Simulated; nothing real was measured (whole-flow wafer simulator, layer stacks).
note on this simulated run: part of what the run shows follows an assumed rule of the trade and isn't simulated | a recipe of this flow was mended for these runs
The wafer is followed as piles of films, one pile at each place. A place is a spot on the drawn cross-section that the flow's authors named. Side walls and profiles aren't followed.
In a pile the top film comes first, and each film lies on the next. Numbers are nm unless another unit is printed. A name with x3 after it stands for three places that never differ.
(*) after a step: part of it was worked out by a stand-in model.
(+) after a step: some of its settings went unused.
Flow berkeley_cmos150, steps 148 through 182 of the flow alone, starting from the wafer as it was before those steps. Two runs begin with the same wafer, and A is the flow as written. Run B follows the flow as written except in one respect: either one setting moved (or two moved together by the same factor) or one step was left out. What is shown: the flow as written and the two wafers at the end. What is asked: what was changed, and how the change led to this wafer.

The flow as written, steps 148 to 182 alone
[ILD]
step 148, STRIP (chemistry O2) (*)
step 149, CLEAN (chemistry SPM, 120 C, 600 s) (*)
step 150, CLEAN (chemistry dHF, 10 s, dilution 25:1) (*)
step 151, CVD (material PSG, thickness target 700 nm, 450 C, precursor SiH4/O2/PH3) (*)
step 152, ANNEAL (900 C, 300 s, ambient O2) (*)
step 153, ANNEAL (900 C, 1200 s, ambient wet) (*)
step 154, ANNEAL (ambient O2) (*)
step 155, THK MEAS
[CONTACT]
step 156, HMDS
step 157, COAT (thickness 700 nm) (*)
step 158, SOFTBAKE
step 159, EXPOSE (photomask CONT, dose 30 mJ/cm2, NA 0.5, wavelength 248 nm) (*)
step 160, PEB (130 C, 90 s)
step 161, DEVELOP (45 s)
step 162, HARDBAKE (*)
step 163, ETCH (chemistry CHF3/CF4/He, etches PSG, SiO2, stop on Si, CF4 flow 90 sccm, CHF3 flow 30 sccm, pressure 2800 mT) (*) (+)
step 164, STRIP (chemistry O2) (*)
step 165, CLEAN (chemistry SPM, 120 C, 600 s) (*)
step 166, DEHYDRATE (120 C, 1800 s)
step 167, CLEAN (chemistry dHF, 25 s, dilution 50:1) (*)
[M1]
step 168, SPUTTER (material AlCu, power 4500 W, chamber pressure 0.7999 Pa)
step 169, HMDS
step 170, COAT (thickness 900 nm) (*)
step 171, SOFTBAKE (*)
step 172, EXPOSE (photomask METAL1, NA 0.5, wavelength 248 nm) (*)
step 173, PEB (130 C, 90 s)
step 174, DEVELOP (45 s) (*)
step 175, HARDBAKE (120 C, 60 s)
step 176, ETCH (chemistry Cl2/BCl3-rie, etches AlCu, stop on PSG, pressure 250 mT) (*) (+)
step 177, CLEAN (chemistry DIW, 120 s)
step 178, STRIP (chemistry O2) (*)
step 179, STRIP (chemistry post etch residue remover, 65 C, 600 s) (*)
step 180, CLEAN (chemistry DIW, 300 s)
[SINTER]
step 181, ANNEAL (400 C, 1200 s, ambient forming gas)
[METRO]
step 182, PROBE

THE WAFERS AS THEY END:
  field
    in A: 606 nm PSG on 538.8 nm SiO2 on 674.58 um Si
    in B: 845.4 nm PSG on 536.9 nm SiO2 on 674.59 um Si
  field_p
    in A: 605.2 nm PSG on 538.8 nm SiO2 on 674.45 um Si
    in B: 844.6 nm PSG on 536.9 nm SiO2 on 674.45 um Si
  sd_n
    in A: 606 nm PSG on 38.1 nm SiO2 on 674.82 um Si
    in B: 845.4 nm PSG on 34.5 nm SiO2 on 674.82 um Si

Cause: step 151, CVD: thickness target 952 nm was run, while the flow as written has thickness target 700 nm.

How this came from the change, step by step:
  step 151, CVD (material PSG, thickness target 700 nm, 450 C, precursor SiH4/O2/PH3) (*)
      field, field_p, sd_n, gate_n, gate_p, contact, m1: A PSG gains 700 (new film) | B PSG gains 952 (new film)
      sd_p: A PSG gains 639.5 (new film) | B PSG gains 927.6 (new film)
  step 153, ANNEAL (900 C, 1200 s, ambient wet) (*)
      sd_n, contact, m1: A PSG loses 35, SiO2 gains 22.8, Si loses 10 | B PSG loses 47.6, SiO2 gains 19.2, Si loses 8.43
      field, field_p: A PSG loses 35, SiO2 gains 16.3, Si loses 7.15 | B PSG loses 47.6, SiO2 gains 14.3, Si loses 6.3
      (as well as at 3 more places)
  step 157, COAT (thickness 700 nm) (*)
      sd_p: A KrF-resist gains 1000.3 (new film) | B KrF-resist gains 975.3 (new film)
  step 163, ETCH (chemistry CHF3/CF4/He, etches PSG, SiO2, stop on Si, CF4 flow 90 sccm, CHF3 flow 30 sccm, pressure 2800 mT) (*) (+)
      field, field_p, sd_n, gate_n, sd_p, gate_p, m1: A KrF-resist loses 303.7 | B KrF-resist loses 387.9
      contact: A PSG loses 665 (all of it), SiO2 loses 38.1 (all of it), Si loses 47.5 | B PSG loses 904.4 (all of it), SiO2 loses 34.5 (all of it), Si loses 47.5
  step 164, STRIP (chemistry O2) (*)
      field: A KrF-resist loses 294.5 (all of it) | B KrF-resist loses 211.7 (all of it)
      field_p: A KrF-resist loses 397.1 (all of it) | B KrF-resist loses 316.9 (all of it)
      (as well as at 5 more places)
  step 168, SPUTTER (material AlCu, power 4500 W, chamber pressure 0.7999 Pa)
      sd_p: A AlCu gains 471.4 (new film) | B AlCu gains 489.5 (new film)
      contact: A AlCu gains 443.6 (new film) | B AlCu gains 392.1 (new film)
  step 170, COAT (thickness 900 nm) (*)
      field: A thick-KrF-resist gains 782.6 (new film) | B thick-KrF-resist gains 765.1 (new film)
      sd_p: A thick-KrF-resist gains 1400.4 (new film) | B thick-KrF-resist gains 1346.9 (new film)
      (as well as at 2 more places)
  step 173, PEB (130 C, 90 s)
      contact: A thick-KrF-resist loses 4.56 | B thick-KrF-resist loses 5.41
  step 174, DEVELOP (45 s) (*)
      field: A thick-KrF-resist loses 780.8 (all of it), AlCu loses 10 | B thick-KrF-resist loses 763.3 (all of it), AlCu loses 10
      sd_p: A thick-KrF-resist loses 1396.9 (all of it), AlCu loses 10 | B thick-KrF-resist loses 1343.5 (all of it), AlCu loses 10
  step 175, HARDBAKE (120 C, 60 s)
      contact: A thick-KrF-resist loses 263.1 | B thick-KrF-resist loses 296.2
      m1: A thick-KrF-resist loses 148.2 | B thick-KrF-resist loses 144.4
  step 176, ETCH (chemistry Cl2/BCl3-rie, etches AlCu, stop on PSG, pressure 250 mT) (*) (+)
      sd_p: A AlCu loses 461.4 (all of it), PSG loses 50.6 | B AlCu loses 479.5 (all of it), PSG loses 48.3
      gate_p: A AlCu loses 616.1 (all of it), PSG loses 31.2 | B AlCu loses 609.8 (all of it), PSG loses 32
  step 178, STRIP (chemistry O2) (*)
      contact: A thick-KrF-resist loses 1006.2 (all of it) | B thick-KrF-resist loses 1188.9 (all of it)
      m1: A thick-KrF-resist loses 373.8 (all of it) | B thick-KrF-resist loses 352.4 (all of it)
